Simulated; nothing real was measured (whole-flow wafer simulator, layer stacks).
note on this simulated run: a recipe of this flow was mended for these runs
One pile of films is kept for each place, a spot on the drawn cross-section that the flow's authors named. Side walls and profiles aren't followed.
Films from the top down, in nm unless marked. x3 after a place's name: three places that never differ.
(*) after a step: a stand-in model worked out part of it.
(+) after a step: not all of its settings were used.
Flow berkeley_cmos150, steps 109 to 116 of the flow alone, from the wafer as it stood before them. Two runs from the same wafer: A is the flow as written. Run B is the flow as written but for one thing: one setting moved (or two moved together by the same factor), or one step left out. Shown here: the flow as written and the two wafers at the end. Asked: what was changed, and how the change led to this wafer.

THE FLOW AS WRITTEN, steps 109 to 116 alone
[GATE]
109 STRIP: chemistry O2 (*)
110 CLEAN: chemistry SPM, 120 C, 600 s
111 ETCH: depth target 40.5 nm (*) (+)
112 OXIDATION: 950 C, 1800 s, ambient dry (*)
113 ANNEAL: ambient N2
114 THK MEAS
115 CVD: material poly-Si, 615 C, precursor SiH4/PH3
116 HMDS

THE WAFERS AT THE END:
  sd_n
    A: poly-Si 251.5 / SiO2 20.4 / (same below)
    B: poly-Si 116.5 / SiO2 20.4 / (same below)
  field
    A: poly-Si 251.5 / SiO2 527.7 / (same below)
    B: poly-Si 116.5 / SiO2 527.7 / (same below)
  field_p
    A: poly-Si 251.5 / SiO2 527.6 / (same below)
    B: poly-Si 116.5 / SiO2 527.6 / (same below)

The cause: step 115, CVD: 583 C was run, where the flow has 615 C.

How the change led to this, step by step:
  115 CVD: material poly-Si, 615 C, precursor SiH4/PH3
      field, field_p, sd_n, gate_n, sd_p x2, contact, m1: A poly-Si +251.5 (new film) | B poly-Si +116.5 (new film)
